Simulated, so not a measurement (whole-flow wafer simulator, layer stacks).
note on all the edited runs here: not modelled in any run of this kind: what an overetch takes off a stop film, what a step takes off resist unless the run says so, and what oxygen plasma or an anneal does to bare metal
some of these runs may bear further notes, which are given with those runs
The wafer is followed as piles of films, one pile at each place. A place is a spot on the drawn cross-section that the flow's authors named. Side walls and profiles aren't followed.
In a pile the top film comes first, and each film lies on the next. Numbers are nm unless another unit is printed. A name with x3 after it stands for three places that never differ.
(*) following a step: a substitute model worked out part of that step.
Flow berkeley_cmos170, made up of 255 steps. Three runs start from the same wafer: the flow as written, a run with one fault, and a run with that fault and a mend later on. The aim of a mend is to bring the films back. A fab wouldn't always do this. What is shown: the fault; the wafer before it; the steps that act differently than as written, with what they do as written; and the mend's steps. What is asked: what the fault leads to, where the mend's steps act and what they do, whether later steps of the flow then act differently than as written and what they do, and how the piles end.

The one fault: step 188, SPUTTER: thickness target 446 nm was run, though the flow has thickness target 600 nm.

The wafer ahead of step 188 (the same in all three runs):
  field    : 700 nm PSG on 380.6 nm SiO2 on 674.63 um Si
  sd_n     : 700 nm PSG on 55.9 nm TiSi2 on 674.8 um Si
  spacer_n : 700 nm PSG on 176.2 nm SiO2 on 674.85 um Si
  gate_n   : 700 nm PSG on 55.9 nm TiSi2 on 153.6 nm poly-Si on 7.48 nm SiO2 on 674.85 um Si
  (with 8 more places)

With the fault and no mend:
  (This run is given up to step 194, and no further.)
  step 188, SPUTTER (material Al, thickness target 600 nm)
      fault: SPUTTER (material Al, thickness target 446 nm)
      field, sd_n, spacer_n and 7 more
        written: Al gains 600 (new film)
        fault: Al gains 446 (new film)
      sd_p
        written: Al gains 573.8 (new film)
        fault: Al gains 421.5 (new film)
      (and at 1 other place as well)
  Steps further on in the flow that do not act as written (2 other steps are not shown; they differ only slightly, by no more than 2% or 0.5 nm, whichever is larger):
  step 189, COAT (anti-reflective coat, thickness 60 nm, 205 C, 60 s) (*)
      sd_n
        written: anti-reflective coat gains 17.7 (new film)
        fault: anti-reflective coat gains 13.3 (new film)
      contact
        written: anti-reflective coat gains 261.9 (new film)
        fault: anti-reflective coat gains 244 (new film)
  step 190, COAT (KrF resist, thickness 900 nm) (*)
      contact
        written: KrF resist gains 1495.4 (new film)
        fault: KrF resist gains 1460.7 (new film)
  After step 194, at field, sd_n, spacer_n and 9 more, the piles differ from the flow's by more than 2% or 0.5 nm, whichever is larger.
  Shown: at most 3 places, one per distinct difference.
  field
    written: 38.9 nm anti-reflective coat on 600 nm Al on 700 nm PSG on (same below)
    fault: 38.7 nm anti-reflective coat on 446 nm Al on 700 nm PSG on (same below)
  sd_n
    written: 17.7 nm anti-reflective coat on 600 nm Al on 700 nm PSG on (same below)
    fault: 13.3 nm anti-reflective coat on 446 nm Al on 700 nm PSG on (same below)
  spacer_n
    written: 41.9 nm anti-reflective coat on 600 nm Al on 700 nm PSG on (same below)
    fault: 41.8 nm anti-reflective coat on 446 nm Al on 700 nm PSG on (same below)

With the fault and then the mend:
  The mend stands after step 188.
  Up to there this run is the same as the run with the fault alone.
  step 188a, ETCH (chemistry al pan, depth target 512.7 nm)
      field, sd_n, spacer_n and 7 more
        Al loses 446 (all of it)
      sd_p
        Al loses 421.5 (all of it)
      contact
        Al loses 312.5 (all of it)
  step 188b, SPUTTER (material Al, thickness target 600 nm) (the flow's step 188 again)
      field, sd_n, spacer_n and 7 more
        Al gains 600 (new film)
      sd_p
        Al gains 573.8 (new film)
      contact
        Al gains 415.7 (new film)
  Every later step of the flow that is run acts as written at every place that is followed.
  The piles end the same as the flow's at every place that both follow.
